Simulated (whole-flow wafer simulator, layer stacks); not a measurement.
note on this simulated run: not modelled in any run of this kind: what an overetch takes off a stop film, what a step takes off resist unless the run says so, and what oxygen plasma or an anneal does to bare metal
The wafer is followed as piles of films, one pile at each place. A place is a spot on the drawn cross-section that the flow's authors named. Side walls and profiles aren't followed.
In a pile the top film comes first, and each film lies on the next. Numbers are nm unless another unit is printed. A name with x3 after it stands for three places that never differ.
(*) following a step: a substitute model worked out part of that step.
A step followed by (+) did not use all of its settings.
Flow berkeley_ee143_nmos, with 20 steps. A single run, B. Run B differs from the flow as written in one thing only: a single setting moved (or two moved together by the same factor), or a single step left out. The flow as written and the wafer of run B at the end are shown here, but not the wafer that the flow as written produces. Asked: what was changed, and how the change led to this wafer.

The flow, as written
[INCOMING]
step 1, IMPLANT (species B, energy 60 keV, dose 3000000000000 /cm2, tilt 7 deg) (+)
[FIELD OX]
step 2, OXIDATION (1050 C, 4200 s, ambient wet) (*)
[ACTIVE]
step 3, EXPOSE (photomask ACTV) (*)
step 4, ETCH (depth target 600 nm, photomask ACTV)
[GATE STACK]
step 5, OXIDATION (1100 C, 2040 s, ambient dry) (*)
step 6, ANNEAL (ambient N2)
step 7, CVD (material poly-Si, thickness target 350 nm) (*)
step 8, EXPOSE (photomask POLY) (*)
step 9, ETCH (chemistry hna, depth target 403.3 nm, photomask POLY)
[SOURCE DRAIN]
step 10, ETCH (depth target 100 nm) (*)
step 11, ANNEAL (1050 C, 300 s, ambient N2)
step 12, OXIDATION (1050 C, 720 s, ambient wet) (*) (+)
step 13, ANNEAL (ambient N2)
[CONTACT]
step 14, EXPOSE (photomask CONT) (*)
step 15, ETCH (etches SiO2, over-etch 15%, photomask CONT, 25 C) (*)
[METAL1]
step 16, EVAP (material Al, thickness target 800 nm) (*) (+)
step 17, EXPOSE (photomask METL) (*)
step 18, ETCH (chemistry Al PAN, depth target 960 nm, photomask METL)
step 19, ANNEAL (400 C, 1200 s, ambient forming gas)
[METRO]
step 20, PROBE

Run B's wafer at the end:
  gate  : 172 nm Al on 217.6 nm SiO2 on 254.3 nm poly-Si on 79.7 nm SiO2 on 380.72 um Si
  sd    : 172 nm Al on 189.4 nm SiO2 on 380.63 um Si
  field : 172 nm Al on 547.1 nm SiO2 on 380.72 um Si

What caused this: step 18, ETCH: depth target 628 nm was run, though the flow has depth target 960 nm.

How this came from the change, step by step:
  step 18, ETCH (chemistry Al PAN, depth target 960 nm, photomask METL)
      gate, sd, field: Al loses 628 (as written it would have been: Al loses 800 (all of it))
If metal films that touch count as one body, gate has 1 body; the flow as written gives 0 bodies.
If metal films that touch count as one body, sd has 1 body; the flow as written gives 0 bodies.
If metal films that touch count as one body, field has 1 body; the flow as written gives 0 bodies.
